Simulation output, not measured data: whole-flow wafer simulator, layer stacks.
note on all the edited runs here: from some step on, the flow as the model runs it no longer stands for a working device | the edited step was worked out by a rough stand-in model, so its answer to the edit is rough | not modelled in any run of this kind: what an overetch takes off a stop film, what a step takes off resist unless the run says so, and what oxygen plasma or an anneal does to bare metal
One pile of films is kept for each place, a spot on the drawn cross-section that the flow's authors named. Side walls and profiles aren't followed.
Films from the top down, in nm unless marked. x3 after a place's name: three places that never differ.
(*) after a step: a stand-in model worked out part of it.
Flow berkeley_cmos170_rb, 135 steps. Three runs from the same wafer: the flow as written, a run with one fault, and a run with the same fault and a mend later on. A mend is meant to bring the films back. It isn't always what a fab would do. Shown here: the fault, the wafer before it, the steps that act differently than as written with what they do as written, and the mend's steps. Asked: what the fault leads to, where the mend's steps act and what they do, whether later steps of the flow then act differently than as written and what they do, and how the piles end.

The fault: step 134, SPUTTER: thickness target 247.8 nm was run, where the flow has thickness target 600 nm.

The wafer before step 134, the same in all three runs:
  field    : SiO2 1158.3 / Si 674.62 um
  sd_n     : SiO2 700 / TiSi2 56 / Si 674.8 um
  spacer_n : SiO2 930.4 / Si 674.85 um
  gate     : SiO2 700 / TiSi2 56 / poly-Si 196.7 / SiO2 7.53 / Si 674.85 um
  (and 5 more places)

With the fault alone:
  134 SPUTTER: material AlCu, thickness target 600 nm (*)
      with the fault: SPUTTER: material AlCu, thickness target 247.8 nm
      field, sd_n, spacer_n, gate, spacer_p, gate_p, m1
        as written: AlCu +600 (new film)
        with the fault: AlCu +247.8 (new film)
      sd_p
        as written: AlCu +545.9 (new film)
        with the fault: AlCu +220.4 (new film)
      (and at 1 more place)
  No later step of the flow acts differently than as written at any place that is followed.
  At the end the piles differ from the flow's by more than 2% or 0.5 nm, whichever is larger, at field, sd_n, spacer_n and 6 more.
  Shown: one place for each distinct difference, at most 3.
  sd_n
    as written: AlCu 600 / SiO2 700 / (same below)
    with the fault: AlCu 247.8 / SiO2 700 / (same below)
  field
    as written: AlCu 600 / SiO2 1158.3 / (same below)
    with the fault: AlCu 247.8 / SiO2 1158.3 / (same below)
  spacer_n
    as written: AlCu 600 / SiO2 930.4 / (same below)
    with the fault: AlCu 247.8 / SiO2 930.4 / (same below)

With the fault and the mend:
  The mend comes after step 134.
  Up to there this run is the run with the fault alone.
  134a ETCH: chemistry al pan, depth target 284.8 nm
      field, sd_n, spacer_n, gate, spacer_p, gate_p, m1
        AlCu -247.8 (all of it)
      sd_p
        AlCu -220.4 (all of it)
      contact
        AlCu -175.8 (all of it)
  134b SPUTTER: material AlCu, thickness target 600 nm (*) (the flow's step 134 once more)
      field, sd_n, spacer_n, gate, spacer_p, gate_p, m1
        AlCu +600 (new film)
      sd_p
        AlCu +545.9 (new film)
      contact
        AlCu +415.1 (new film)
  No later step of the flow acts differently than as written at any place that is followed.
  At the end the piles are the same as the flow's at every place that both follow.
